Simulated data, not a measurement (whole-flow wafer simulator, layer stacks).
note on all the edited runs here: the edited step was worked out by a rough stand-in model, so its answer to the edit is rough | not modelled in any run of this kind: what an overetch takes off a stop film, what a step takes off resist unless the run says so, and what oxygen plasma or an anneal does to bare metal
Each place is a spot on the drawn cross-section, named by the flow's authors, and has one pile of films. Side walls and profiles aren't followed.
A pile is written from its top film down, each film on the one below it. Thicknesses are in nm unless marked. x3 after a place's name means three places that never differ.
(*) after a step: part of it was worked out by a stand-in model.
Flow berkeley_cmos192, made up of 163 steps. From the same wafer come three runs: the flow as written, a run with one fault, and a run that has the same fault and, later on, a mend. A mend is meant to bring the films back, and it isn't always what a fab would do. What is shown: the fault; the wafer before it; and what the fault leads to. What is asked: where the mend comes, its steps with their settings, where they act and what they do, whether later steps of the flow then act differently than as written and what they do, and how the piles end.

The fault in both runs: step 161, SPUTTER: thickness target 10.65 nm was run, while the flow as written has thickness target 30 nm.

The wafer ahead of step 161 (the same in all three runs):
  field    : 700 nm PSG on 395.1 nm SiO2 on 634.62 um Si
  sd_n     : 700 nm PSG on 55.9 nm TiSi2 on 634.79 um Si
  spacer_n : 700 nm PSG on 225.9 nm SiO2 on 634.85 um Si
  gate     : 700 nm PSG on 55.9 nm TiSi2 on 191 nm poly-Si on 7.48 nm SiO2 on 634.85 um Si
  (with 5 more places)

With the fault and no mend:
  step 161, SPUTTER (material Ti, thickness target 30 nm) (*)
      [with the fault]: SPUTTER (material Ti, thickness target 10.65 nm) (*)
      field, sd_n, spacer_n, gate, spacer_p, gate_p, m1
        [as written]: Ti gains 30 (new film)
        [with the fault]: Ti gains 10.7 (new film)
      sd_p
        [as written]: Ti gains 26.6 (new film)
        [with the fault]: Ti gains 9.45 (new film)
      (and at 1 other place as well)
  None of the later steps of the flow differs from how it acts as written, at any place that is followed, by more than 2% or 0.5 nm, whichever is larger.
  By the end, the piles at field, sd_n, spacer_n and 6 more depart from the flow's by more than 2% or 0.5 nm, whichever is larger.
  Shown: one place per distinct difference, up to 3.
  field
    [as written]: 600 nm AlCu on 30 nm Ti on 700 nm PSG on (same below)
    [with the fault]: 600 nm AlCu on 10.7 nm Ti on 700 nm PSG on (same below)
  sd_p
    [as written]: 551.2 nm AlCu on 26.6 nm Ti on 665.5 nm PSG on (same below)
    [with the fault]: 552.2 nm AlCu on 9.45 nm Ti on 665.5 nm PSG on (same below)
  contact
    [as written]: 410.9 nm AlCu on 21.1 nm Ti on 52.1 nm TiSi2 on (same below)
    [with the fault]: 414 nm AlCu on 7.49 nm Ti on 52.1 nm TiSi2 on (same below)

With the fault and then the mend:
  The mend follows step 161.
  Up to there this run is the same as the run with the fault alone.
  step 161a, SPUTTER (material Ti, thickness target 19.89 nm) (*) (the flow's step 161, run once more with other settings)
      field, sd_n, spacer_n, gate, spacer_p, gate_p, m1
        Ti gains 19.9
      sd_p
        Ti gains 17.6
      contact
        Ti gains 13.9
  None of the later steps of the flow differs from how it acts as written, at any place that is followed, by more than 2% or 0.5 nm, whichever is larger.
  The piles end only slightly different from the flow's at the places that both follow, by no more than 2% or 0.5 nm, whichever is larger.
